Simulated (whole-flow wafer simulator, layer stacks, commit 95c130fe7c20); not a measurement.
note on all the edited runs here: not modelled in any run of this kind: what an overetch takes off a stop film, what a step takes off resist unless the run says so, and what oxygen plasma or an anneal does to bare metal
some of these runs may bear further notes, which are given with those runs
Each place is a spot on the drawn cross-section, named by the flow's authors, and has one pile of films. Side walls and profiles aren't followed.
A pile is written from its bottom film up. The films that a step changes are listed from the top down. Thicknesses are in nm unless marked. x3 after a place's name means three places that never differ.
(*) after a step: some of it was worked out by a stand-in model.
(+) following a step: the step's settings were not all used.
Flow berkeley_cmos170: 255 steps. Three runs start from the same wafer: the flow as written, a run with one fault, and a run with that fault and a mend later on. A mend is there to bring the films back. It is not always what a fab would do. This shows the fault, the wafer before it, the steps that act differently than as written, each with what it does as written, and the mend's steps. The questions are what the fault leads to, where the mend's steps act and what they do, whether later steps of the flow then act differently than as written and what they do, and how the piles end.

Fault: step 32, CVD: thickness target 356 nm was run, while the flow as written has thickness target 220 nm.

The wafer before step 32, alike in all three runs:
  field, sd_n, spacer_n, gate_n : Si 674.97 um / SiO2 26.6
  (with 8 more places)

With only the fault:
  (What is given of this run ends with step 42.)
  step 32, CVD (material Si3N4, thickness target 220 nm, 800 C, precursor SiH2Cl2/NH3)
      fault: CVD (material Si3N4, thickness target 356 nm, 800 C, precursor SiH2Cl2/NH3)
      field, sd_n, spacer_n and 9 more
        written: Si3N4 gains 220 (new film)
        fault: Si3N4 gains 356 (new film)
  Steps further on in the flow that do not act as written:
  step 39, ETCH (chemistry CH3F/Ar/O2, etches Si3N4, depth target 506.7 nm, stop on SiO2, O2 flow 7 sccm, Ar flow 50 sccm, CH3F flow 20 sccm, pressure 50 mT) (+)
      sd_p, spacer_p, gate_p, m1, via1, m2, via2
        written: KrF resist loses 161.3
        fault: KrF resist loses 252
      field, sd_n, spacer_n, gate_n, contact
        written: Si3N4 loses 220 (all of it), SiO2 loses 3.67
        fault: Si3N4 loses 356 (all of it), SiO2 loses 3.67
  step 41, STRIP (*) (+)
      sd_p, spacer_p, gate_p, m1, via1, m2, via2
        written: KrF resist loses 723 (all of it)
        fault: KrF resist loses 632.4 (all of it)
  The piles after step 42 differ from the flow's at sd_p, spacer_p, gate_p, m1, via1, m2, via2 by more than 2% or 0.5 nm, whichever is larger.
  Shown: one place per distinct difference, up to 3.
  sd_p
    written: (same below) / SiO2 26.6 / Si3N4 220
    fault: (same below) / SiO2 26.6 / Si3N4 356

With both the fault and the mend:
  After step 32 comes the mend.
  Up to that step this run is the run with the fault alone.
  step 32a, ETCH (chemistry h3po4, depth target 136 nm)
      field, sd_n, spacer_n and 9 more
        Si3N4 loses 136
  None of the later steps of the flow acts differently than as written at any place that is followed.
  The piles end the same as the flow's at every place that both follow.
